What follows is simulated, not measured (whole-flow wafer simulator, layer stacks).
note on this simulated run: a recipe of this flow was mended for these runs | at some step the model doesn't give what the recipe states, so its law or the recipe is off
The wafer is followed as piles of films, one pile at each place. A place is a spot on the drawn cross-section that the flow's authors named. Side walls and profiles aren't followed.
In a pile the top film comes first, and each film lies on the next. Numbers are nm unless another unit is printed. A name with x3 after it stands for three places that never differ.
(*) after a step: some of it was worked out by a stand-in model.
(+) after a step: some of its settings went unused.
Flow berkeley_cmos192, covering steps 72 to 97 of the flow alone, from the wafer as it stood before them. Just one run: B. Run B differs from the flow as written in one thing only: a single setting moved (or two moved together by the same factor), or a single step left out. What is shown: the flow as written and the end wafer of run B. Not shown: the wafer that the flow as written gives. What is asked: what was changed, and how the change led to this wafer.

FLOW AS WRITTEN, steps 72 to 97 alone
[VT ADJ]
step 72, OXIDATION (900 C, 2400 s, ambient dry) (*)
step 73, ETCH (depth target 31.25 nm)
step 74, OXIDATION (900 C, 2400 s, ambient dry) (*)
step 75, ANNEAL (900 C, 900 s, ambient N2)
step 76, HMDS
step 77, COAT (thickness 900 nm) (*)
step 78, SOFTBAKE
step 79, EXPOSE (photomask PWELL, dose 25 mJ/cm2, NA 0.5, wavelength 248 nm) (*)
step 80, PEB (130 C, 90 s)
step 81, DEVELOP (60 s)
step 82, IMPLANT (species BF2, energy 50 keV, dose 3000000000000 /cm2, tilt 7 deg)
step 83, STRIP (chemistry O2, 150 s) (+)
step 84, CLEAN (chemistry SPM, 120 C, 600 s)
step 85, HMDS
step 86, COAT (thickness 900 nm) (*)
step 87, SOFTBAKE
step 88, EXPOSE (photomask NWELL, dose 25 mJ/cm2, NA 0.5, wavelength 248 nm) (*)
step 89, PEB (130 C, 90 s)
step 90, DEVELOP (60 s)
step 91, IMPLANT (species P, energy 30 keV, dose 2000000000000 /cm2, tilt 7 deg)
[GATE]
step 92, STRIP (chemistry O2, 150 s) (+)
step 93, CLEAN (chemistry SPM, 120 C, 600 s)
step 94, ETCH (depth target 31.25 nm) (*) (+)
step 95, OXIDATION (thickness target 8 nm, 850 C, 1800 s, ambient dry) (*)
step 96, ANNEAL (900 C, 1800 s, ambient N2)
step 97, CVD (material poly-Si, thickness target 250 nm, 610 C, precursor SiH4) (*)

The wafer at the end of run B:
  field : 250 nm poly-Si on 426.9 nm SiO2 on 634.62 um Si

Cause: step 73, ETCH: depth target 20 nm was run, while the flow as written has depth target 31.25 nm.

Step by step, how the change led to this:
  step 73, ETCH (depth target 31.25 nm)
      field: -20 SiO2 (in the flow as written it would be: -31.2 SiO2)
